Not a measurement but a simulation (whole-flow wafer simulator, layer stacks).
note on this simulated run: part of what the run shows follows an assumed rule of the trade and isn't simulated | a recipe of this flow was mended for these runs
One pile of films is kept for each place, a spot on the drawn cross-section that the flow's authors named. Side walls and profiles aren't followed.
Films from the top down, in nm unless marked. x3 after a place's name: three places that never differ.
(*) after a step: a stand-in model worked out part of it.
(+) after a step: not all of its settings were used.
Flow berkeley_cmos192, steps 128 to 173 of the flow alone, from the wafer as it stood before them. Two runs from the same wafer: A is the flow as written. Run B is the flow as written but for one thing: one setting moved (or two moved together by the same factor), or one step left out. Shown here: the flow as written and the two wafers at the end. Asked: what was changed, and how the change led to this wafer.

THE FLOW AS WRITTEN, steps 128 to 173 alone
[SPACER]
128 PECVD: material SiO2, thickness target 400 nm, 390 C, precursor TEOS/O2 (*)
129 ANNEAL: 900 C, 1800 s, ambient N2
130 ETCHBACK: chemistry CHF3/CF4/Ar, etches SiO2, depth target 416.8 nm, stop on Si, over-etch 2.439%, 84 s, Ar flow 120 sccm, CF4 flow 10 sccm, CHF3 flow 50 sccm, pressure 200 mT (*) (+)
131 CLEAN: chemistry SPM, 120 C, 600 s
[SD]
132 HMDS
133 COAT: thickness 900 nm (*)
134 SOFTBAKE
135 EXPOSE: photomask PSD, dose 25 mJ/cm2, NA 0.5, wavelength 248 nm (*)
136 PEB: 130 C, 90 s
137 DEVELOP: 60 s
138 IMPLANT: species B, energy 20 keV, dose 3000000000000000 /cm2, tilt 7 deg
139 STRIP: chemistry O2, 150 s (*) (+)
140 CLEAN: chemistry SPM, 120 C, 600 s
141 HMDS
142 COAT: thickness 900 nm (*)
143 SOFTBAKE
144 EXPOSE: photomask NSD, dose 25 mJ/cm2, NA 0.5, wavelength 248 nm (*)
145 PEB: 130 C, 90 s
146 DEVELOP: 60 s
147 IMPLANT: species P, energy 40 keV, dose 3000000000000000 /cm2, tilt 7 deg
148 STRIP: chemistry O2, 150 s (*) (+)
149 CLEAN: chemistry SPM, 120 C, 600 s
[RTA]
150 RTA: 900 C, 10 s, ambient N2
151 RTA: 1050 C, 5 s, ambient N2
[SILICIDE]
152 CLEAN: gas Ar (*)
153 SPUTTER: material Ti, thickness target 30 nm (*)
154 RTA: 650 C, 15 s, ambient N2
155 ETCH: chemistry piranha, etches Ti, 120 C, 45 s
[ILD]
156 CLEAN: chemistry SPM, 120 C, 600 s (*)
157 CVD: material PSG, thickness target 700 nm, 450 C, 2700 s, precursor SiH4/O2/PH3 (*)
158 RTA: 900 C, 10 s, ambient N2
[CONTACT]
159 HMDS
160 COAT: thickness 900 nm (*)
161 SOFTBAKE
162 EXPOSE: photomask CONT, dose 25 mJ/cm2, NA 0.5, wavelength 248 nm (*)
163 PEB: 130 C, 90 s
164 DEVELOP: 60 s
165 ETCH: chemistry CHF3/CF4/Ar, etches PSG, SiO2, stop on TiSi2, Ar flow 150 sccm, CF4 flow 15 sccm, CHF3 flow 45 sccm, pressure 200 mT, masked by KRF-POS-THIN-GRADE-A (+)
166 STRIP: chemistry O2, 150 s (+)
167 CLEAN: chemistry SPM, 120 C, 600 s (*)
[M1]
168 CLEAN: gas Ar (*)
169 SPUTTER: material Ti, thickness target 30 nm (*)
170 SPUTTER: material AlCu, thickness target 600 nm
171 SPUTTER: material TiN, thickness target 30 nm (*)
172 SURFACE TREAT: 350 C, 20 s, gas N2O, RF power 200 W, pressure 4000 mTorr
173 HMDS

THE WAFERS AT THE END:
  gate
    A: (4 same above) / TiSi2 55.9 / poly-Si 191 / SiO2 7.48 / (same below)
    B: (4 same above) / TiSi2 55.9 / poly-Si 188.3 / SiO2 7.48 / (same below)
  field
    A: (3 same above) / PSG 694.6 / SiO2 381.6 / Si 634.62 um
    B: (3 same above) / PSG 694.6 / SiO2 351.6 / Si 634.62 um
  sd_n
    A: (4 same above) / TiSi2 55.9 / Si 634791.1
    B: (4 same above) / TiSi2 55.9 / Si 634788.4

The cause: step 128, PECVD: thickness target 370 nm was run, where the flow has thickness target 400 nm.

How the change led to this, step by step:
  128 PECVD: material SiO2, thickness target 400 nm, 390 C, precursor TEOS/O2 (*)
      field, sd_n, contact, m1: A SiO2 +400 | B SiO2 +370
      spacer_n, sd_p, spacer_p: A SiO2 +386.5 | B SiO2 +357.7
      (and at 2 more places)
  130 ETCHBACK: chemistry CHF3/CF4/Ar, etches SiO2, depth target 416.8 nm, stop on Si, over-etch 2.439%, 84 s, Ar flow 120 sccm, CF4 flow 10 sccm, CHF3 flow 50 sccm, pressure 200 mT (*) (+)
      gate, gate_p: A SiO2 -400 (all of it), chemical SiO2 -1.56 (all of it), poly-Si -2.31 | B SiO2 -370 (all of it), chemical SiO2 -1.56 (all of it), poly-Si -5.04
      sd_n: A SiO2 -406 (all of it), Si -2.31 | B SiO2 -376 (all of it), Si -5.04
      (and at 3 more places)
  154 RTA: 650 C, 15 s, ambient N2
      sd_p: A Ti -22, TiSi first +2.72 (new film), TiSi2 C49 +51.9 (new film), Si -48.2 | B Ti -22.3, TiSi first +3.46 (new film), TiSi2 C49 +51.6 (new film), Si -48.3
  158 RTA: 900 C, 10 s, ambient N2
      sd_p: A under 1 film: TiSi2 +52.6 (new film), TiSi first -2.61 (all of it), TiSi2 C49 -51.9 (all of it), Si -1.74 | B under 1 film: TiSi2 +53.3 (new film), TiSi first -3.36 (all of it), TiSi2 C49 -51.6 (all of it), Si -2.23
  160 COAT: thickness 900 nm (*)
      gate: A KrF-resist +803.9 (new film) | B KrF-resist +784.4 (new film)
      sd_p: A KrF-resist +1044.9 (new film) | B KrF-resist +1023.5 (new film)
      (and at 1 more place)
  166 STRIP: chemistry O2, 150 s (+)
      sd_n: A KrF-resist -784.4 (all of it) | B KrF-resist -767.7 (all of it)
      gate: A KrF-resist -593.2 (all of it) | B KrF-resist -573.7 (all of it)
      (and at 2 more places)
  169 SPUTTER: material Ti, thickness target 30 nm (*)
      sd_p: A Ti +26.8 (new film) | B Ti +27.4 (new film)
  170 SPUTTER: material AlCu, thickness target 600 nm
      sd_p: A AlCu +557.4 (new film) | B AlCu +571.7 (new film)
  171 SPUTTER: material TiN, thickness target 30 nm (*)
      sd_p: A TiN +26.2 (new film) | B TiN +27 (new film)
